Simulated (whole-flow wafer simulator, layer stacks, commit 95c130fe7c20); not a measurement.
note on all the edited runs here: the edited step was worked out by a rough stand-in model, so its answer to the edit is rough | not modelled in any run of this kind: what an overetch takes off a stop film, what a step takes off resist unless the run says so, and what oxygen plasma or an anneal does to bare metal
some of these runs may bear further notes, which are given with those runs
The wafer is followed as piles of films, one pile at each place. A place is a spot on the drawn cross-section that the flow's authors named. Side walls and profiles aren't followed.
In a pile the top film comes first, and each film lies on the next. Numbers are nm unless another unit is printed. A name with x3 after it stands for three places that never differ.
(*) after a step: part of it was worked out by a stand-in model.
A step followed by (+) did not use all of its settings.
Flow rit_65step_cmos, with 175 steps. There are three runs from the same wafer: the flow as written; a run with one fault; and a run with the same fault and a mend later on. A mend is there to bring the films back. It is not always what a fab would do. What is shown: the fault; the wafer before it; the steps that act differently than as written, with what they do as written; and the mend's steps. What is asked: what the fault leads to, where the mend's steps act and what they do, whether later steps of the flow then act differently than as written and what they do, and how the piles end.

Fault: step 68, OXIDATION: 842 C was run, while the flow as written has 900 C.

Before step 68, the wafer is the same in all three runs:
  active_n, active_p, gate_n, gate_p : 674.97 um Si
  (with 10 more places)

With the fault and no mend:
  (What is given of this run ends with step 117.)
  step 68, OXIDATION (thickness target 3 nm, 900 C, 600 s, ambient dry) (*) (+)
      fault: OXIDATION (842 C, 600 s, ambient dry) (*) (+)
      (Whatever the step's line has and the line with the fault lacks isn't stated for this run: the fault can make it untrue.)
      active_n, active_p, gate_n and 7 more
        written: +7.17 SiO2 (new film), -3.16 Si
        fault: +3 SiO2 (new film), -1.32 Si
  Steps later in the flow that act otherwise than as written (not shown: 14 more steps that differ only slightly, by at most 2% or 0.5 nm, whichever is larger):
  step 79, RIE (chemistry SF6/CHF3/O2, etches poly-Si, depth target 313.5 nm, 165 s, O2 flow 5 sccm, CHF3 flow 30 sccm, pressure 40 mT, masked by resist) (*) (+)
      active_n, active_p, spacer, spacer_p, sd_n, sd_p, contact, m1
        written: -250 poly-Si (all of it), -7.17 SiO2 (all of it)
        fault: -250 poly-Si (all of it), -3 SiO2 (all of it)
  Once step 117 is done, the piles at gate_n, gate_p depart from the flow's by more than 2% or 0.5 nm, whichever is larger.
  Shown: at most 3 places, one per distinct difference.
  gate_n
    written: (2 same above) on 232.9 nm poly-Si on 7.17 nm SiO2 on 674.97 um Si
    fault: (2 same above) on 232.9 nm poly-Si on 3 nm SiO2 on 674.97 um Si

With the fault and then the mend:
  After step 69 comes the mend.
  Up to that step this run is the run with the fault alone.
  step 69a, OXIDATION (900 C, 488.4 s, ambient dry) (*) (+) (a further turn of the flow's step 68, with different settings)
      active_n, active_p, gate_n and 7 more
        +4 SiO2, -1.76 Si
  None of the later steps of the flow differs from how it acts as written, at any place that is followed, by more than 2% or 0.5 nm, whichever is larger.
  When the end is reached, the piles differ only a little from the flow's at the places that both follow, at most by 2% or 0.5 nm, whichever is larger.
